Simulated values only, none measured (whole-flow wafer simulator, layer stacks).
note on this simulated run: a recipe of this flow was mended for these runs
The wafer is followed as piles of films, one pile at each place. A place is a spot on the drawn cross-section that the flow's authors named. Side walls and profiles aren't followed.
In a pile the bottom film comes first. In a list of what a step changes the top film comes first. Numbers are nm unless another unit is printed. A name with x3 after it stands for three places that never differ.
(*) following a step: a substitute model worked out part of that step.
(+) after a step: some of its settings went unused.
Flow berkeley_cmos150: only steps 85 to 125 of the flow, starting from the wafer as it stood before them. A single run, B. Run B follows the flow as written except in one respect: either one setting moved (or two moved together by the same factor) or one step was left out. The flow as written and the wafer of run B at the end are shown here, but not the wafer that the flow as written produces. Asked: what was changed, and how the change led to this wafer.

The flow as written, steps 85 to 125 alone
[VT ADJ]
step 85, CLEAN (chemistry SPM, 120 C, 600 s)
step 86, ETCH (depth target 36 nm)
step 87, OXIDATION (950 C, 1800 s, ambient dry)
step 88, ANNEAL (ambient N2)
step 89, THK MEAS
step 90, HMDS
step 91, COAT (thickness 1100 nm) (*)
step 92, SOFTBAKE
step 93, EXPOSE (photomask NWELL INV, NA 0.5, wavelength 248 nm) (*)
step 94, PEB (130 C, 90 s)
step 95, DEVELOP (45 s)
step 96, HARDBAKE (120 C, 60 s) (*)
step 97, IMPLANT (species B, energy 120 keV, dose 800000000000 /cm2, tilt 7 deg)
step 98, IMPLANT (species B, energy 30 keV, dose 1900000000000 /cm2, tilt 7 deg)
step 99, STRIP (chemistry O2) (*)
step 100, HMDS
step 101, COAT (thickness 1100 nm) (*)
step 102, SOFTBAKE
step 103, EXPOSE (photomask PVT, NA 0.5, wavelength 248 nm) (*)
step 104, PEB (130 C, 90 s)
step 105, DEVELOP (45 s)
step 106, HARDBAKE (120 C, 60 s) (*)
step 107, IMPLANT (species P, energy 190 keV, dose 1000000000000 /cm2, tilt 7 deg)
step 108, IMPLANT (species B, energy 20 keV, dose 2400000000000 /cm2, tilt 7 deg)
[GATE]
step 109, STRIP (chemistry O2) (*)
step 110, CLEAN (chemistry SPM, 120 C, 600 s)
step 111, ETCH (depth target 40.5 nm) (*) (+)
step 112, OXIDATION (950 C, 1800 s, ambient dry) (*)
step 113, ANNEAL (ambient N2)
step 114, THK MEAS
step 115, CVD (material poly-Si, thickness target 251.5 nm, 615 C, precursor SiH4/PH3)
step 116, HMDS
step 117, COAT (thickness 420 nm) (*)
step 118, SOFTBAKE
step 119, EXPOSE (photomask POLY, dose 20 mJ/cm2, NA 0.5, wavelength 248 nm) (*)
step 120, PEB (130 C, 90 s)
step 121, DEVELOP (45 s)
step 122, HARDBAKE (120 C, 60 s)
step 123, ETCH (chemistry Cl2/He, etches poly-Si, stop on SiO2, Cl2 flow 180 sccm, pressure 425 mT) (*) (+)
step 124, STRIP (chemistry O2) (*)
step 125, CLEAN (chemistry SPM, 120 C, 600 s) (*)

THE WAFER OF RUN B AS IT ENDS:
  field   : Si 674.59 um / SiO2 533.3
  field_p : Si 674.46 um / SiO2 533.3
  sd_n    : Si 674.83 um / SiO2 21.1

The reason: step 111, ETCH: depth target 31.59 nm was run, though the flow has depth target 40.5 nm.

How this came from the change, step by step:
  step 111, ETCH (depth target 40.5 nm) (*) (+)
      sd_n: SiO2 loses 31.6 (it would be, as written: SiO2 loses 40.4 (all of it))
      field, field_p: SiO2 loses 31.6 (it would be, as written: SiO2 loses 40.5)
  step 112, OXIDATION (950 C, 1800 s, ambient dry) (*)
      sd_n: SiO2 gains 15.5, Si loses 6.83 (it would be, as written: SiO2 gains 20.4 (new film), Si loses 8.98)
